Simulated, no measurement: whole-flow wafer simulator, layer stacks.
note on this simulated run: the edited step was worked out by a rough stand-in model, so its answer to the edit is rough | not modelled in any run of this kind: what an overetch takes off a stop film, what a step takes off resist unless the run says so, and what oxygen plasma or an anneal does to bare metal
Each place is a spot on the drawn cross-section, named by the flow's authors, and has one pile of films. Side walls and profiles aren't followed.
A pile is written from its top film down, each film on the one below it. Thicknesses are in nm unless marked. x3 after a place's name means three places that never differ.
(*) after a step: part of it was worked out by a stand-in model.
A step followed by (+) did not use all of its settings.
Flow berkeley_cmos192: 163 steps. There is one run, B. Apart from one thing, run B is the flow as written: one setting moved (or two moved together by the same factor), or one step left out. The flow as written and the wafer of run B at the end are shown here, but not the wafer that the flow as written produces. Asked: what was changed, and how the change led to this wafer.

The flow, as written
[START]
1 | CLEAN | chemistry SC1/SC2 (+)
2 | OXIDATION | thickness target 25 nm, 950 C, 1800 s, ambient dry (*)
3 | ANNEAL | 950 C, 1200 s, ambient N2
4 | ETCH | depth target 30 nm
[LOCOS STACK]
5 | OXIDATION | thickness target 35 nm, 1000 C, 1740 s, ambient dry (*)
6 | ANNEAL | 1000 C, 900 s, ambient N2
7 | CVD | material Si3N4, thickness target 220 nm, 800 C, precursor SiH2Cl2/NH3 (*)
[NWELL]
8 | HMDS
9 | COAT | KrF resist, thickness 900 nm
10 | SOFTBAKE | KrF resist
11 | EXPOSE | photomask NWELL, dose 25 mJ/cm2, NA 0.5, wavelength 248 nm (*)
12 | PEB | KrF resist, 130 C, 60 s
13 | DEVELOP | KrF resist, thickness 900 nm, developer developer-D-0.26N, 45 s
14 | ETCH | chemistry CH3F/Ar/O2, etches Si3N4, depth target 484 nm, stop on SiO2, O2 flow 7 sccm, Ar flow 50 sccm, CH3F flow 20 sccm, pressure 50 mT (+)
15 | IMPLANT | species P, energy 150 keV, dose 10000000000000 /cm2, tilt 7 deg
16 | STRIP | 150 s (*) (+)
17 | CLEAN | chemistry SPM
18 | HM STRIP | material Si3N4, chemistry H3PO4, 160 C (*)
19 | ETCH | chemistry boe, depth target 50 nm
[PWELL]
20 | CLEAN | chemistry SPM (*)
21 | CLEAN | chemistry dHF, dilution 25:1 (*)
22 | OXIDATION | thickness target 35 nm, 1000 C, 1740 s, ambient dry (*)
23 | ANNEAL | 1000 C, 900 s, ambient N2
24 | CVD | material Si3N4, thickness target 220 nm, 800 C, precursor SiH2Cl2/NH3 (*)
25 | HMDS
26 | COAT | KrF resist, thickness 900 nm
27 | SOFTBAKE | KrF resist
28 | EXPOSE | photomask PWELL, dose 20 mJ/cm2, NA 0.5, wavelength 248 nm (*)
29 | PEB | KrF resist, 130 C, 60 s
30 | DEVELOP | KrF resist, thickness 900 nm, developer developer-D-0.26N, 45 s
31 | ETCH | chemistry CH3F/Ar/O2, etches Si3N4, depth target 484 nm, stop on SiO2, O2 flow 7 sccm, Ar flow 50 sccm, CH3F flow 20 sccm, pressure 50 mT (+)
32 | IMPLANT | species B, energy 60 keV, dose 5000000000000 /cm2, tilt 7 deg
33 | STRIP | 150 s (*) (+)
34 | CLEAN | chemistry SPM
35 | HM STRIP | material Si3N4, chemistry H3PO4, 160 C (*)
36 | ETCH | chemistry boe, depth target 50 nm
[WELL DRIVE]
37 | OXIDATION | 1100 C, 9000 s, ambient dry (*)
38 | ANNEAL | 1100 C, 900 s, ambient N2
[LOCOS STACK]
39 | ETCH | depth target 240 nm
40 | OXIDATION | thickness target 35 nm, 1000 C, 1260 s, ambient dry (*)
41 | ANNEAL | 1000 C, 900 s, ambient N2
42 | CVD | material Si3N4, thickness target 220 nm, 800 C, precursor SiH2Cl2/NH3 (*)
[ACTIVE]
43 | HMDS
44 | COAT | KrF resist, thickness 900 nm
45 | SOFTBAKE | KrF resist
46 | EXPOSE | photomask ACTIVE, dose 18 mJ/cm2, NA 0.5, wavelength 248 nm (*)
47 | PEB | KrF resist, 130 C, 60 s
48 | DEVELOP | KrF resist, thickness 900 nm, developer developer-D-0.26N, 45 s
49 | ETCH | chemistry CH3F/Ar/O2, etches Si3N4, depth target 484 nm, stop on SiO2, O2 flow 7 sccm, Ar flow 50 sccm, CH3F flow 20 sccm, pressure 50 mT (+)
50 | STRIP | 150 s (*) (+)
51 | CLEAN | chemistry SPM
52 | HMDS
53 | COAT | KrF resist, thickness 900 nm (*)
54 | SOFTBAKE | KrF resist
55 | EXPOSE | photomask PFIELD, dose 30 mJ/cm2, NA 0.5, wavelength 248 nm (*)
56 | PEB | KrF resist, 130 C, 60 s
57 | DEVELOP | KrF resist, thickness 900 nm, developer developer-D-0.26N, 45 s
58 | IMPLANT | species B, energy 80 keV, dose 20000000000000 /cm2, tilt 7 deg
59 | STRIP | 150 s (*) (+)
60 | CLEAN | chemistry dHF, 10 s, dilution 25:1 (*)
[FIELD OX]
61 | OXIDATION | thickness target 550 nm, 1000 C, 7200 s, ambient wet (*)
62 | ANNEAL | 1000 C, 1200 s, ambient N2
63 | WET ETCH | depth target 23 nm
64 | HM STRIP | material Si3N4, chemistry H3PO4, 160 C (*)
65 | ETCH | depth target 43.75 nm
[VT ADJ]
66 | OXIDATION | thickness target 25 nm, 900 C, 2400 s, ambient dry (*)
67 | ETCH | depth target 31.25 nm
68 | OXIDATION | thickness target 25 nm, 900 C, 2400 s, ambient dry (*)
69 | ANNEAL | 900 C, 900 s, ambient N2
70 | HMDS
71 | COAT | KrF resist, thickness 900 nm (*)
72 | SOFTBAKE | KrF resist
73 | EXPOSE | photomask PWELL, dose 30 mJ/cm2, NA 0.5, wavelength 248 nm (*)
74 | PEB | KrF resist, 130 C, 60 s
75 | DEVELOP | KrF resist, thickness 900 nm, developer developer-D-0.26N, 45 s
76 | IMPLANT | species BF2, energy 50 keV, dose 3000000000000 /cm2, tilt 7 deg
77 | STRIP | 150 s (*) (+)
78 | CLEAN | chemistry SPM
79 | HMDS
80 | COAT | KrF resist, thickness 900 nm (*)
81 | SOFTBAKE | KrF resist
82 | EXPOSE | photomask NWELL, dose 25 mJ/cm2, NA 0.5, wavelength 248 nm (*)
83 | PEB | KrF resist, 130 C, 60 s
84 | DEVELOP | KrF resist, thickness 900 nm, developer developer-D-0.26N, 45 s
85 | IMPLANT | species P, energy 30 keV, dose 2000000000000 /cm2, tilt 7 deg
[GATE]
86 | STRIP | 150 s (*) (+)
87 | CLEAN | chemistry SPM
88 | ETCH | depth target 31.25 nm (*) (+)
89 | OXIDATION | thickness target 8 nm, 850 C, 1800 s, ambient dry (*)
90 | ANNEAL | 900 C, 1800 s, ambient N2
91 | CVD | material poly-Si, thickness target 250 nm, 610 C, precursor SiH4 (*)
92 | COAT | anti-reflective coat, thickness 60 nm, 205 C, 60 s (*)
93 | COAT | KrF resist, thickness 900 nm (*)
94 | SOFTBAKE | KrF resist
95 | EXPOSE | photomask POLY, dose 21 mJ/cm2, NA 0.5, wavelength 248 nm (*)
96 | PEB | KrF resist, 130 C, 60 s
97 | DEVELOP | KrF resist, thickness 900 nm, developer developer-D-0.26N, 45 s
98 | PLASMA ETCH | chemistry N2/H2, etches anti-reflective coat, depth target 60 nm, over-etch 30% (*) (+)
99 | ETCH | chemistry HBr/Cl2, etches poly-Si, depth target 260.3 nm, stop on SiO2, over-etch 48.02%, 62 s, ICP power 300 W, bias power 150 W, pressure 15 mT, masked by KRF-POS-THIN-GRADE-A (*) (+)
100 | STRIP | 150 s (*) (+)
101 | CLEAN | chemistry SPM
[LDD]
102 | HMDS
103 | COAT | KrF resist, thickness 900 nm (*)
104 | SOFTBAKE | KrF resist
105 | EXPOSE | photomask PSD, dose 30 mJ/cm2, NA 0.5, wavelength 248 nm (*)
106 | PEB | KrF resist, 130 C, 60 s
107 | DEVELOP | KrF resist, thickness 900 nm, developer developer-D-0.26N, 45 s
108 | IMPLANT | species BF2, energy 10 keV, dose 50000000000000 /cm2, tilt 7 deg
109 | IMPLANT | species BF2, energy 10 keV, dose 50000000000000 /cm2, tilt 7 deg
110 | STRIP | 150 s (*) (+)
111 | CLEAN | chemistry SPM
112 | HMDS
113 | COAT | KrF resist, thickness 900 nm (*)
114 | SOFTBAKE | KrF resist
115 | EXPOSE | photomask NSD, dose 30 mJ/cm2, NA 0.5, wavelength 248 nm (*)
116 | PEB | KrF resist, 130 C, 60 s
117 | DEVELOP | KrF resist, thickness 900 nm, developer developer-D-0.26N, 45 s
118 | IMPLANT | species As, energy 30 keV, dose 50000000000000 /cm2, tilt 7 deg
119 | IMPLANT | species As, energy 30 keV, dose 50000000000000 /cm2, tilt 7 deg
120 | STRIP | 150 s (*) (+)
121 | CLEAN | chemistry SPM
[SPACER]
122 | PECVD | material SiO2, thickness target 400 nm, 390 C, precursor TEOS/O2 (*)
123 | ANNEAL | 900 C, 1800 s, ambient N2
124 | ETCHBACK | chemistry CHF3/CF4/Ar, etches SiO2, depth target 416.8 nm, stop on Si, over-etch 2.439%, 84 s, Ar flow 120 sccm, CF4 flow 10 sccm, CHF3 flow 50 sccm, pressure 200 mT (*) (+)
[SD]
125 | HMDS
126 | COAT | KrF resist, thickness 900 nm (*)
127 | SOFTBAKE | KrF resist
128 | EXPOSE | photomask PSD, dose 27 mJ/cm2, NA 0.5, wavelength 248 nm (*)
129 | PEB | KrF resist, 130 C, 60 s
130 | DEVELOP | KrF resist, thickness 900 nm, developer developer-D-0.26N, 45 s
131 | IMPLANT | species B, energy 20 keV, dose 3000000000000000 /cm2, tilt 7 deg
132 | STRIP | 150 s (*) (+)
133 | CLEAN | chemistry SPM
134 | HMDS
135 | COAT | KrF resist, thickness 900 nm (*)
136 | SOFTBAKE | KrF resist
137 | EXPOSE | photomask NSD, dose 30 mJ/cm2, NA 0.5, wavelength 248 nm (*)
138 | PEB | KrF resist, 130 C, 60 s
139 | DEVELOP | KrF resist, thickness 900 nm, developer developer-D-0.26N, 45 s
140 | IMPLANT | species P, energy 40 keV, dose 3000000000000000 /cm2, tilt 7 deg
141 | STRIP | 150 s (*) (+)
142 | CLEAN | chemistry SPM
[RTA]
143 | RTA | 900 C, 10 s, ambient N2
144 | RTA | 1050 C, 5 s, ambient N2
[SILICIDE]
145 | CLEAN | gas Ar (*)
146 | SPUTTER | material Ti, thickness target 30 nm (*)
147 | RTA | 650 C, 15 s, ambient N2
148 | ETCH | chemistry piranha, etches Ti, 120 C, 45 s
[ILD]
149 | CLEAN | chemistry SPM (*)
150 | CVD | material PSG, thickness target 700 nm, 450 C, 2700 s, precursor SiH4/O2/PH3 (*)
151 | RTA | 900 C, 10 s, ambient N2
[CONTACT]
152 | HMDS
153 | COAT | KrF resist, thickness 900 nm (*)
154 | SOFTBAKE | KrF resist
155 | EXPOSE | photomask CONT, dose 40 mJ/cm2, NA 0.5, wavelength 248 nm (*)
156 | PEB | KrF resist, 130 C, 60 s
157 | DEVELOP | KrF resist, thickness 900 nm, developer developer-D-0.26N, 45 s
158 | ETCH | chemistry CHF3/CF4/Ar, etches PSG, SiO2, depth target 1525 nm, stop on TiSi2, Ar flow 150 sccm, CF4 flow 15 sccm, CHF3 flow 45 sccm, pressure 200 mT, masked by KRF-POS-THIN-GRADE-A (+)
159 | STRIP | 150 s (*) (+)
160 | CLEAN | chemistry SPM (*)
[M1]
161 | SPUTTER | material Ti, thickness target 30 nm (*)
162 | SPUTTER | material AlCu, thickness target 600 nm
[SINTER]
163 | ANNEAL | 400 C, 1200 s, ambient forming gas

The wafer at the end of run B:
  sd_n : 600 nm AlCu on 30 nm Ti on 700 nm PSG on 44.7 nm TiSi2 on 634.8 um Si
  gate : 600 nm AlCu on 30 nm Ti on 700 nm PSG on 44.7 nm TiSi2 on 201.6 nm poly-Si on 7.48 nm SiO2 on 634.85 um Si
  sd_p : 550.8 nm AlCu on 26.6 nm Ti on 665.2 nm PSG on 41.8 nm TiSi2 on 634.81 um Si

The reason: step 146, SPUTTER: thickness target 24 nm was run, though the flow has thickness target 30 nm.

The path from the change to this, step by step:
  146 | SPUTTER | material Ti, thickness target 30 nm (*)
      field, sd_n, spacer_n, gate, spacer_p, gate_p, contact, m1: +24 Ti (new film) (in the flow as written it would be: +30 Ti (new film))
      sd_p: +22.4 Ti (new film) (in the flow as written it would be: +28 Ti (new film))
  147 | RTA | 650 C, 15 s, ambient N2
      sd_n, contact, m1: -18.7 Ti, +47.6 TiSi2 C49 (new film), -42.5 Si (in the flow as written it would be: -23.4 Ti, +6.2 TiSi first (new film), +50.3 TiSi2 C49 (new film), -49 Si)
      gate, gate_p: -18.7 Ti, +47.6 TiSi2 C49 (new film), -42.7 poly-Si (in the flow as written it would be: -23.4 Ti, +6.2 TiSi first (new film), +50.3 TiSi2 C49 (new film), -49.2 poly-Si)
      (as well as at 1 more place)
  148 | ETCH | chemistry piranha, etches Ti, 120 C, 45 s
      sd_n, gate, gate_p, contact, m1: -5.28 Ti (all of it), -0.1 TiSi2 C49 (in the flow as written it would be: -6.6 Ti (all of it), -0.1 TiSi first)
      sd_p: -4.93 Ti (all of it), -0.1 TiSi2 C49 (in the flow as written it would be: -6.17 Ti (all of it), -0.1 TiSi first)
      (as well as at 3 more places)
  151 | RTA | 900 C, 10 s, ambient N2
      sd_n, contact, m1: under 1 film: +44.7 TiSi2 (new film), -47.5 TiSi2 C49 (all of it) (in the flow as written it would be: under 1 film: +55.9 TiSi2 (new film), -6.09 TiSi first (all of it), -50.3 TiSi2 C49 (all of it), -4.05 Si)
      gate, gate_p: under 1 film: +44.7 TiSi2 (new film), -47.5 TiSi2 C49 (all of it) (in the flow as written it would be: under 1 film: +55.9 TiSi2 (new film), -6.09 TiSi first (all of it), -50.3 TiSi2 C49 (all of it), -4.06 poly-Si)
      (as well as at 1 more place)
